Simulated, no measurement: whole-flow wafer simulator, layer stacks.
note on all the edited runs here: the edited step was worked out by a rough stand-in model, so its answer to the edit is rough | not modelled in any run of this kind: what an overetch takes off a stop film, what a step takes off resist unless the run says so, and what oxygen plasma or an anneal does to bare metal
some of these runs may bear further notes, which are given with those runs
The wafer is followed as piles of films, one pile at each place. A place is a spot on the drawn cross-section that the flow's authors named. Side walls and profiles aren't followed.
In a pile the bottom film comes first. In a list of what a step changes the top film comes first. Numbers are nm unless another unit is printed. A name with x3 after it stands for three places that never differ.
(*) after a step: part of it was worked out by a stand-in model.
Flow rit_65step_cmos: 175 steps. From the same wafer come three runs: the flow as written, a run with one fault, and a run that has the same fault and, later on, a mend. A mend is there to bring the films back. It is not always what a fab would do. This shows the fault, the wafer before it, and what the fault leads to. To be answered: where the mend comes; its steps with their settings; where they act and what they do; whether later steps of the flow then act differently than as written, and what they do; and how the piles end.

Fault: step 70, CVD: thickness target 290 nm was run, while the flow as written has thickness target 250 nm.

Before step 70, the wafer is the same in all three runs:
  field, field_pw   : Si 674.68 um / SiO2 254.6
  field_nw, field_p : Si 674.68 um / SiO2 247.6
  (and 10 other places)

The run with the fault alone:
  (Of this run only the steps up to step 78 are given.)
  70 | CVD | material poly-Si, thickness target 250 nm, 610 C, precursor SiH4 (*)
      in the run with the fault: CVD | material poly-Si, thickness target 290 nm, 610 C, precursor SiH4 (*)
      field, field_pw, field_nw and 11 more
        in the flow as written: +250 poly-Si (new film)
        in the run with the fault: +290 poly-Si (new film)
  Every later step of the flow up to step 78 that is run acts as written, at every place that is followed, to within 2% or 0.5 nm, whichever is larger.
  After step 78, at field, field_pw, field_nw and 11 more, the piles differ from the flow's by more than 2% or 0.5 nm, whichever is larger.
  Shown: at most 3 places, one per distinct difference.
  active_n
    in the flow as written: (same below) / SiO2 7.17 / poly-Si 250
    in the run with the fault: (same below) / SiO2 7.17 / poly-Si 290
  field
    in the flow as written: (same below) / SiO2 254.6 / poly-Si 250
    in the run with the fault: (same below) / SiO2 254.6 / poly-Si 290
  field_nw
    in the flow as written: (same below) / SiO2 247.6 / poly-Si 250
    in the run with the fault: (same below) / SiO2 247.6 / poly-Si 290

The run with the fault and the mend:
  The mend follows step 71.
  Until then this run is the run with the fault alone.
  71a | ETCH | chemistry tmah, depth target 40 nm
      field, field_pw, field_nw and 11 more
        -40 poly-Si
  Every later step of the flow that is run acts as written at every place that is followed.
  The piles end the same as the flow's at every place that both follow.
